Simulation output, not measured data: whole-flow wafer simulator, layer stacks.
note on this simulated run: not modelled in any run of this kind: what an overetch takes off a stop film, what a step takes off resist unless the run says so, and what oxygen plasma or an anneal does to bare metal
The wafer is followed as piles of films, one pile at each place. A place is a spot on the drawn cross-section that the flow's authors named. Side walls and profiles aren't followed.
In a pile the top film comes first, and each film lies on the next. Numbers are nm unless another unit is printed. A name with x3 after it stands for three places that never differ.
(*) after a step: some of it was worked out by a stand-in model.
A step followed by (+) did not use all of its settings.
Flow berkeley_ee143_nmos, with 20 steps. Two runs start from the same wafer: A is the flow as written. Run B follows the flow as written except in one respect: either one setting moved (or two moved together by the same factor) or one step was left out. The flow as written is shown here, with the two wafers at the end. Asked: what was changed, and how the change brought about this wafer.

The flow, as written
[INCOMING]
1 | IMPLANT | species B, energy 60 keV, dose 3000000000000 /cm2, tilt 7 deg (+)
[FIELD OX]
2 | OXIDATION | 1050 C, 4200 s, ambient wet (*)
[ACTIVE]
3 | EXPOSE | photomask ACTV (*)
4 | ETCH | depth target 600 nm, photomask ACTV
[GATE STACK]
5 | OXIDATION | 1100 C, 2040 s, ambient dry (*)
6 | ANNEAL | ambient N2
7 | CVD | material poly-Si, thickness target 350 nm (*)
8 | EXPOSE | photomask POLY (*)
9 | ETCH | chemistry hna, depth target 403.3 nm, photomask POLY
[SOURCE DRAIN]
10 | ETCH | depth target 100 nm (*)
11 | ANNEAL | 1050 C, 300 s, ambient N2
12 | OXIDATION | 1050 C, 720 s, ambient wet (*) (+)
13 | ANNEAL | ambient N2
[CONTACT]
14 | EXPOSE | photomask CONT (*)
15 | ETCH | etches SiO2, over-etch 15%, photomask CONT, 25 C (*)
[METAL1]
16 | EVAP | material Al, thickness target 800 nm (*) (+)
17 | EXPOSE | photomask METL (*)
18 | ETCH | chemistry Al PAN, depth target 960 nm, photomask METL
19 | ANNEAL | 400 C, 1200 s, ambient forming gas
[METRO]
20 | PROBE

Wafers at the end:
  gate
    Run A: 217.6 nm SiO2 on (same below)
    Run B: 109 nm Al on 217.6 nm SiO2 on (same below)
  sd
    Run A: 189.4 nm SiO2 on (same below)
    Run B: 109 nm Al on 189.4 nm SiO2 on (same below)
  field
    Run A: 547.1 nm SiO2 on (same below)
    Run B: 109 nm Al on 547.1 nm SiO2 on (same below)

Cause: step 18, ETCH: depth target 691 nm was run, while the flow as written has depth target 960 nm.

How this came from the change, step by step:
  18 | ETCH | chemistry Al PAN, depth target 960 nm, photomask METL
      gate, sd, field: A Al loses 800 (all of it) | B Al loses 691
With metal films that touch counted as one body, gate has 1 body; the flow as written gives 0 bodies.
With metal films that touch counted as one body, sd has 1 body; the flow as written gives 0 bodies.
With metal films that touch counted as one body, field has 1 body; the flow as written gives 0 bodies.
